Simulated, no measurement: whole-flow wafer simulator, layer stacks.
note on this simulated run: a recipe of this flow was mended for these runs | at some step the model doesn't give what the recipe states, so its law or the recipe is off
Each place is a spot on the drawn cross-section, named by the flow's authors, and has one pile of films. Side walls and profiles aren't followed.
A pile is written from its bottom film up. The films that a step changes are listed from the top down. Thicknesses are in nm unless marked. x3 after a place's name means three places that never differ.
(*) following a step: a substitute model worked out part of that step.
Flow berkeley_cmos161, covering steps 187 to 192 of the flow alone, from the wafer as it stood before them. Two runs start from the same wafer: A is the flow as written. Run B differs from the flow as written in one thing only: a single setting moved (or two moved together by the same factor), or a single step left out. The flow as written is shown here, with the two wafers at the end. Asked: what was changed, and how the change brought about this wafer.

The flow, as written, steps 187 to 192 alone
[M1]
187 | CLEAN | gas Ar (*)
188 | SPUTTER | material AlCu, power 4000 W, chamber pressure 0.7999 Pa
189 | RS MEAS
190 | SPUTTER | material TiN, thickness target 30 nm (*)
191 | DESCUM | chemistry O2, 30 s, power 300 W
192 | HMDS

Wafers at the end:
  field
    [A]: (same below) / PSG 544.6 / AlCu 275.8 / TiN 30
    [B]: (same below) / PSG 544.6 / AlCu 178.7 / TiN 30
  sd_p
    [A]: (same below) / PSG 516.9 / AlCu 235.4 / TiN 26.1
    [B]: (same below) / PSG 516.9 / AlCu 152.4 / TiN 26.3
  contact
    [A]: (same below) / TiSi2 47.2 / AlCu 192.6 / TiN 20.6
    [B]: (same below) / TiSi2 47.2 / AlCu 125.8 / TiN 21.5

What caused this: step 188, SPUTTER: power 2560 W was run, whereas the flow has power 4000 W.

Step by step, how the change led to this:
  188 | SPUTTER | material AlCu, power 4000 W, chamber pressure 0.7999 Pa
      field, sd_n, spacer_n, gate_n, spacer_p, gate_p, m1: A +275.8 AlCu (new film) | B +178.7 AlCu (new film)
      sd_p: A +235.4 AlCu (new film) | B +152.4 AlCu (new film)
      (as well as at 1 more place)
  190 | SPUTTER | material TiN, thickness target 30 nm (*)
      contact: A +20.6 TiN (new film) | B +21.5 TiN (new film)
